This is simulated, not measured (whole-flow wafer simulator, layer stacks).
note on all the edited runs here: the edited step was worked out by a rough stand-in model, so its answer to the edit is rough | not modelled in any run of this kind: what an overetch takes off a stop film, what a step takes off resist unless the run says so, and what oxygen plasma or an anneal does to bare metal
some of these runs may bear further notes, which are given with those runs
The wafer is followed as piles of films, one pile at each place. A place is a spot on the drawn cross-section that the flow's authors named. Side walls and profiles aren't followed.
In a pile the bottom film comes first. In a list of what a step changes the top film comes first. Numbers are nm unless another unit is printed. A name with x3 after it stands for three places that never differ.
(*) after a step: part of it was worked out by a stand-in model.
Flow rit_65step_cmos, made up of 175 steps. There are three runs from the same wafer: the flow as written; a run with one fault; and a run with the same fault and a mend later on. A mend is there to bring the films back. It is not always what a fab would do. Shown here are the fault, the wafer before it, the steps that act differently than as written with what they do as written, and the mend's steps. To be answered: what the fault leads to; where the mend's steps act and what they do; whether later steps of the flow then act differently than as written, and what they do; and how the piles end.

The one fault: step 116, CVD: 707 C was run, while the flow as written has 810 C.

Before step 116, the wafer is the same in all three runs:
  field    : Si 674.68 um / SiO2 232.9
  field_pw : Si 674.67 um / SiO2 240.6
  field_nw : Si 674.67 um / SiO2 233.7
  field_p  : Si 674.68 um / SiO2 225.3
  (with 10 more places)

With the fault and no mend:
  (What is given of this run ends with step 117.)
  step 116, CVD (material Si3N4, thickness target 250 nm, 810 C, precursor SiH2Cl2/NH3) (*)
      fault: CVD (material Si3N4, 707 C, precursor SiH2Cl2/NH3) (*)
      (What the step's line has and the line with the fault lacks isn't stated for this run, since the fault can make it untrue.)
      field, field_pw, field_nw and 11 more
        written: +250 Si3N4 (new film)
        fault: +42.1 Si3N4 (new film)
  None of the later steps of the flow up to step 117 acts differently than as written at any place that is followed.
  After step 117, at field, field_pw, field_nw and 11 more, the piles differ from the flow's by more than 2% or 0.5 nm, whichever is larger.
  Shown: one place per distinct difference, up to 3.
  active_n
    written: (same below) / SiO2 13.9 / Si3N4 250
    fault: (same below) / SiO2 13.9 / Si3N4 42.1
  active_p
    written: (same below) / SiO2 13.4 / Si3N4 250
    fault: (same below) / SiO2 13.4 / Si3N4 42.1
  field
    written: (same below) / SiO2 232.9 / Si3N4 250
    fault: (same below) / SiO2 232.9 / Si3N4 42.1

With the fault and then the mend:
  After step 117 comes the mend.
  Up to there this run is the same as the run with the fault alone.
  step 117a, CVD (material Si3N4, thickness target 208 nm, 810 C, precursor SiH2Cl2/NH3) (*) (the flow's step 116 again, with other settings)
      field, field_pw, field_nw and 11 more
        +208 Si3N4
  None of the later steps of the flow differs from how it acts as written, at any place that is followed, by more than 2% or 0.5 nm, whichever is larger.
  The piles end only slightly different from the flow's at the places that both follow, by no more than 2% or 0.5 nm, whichever is larger.
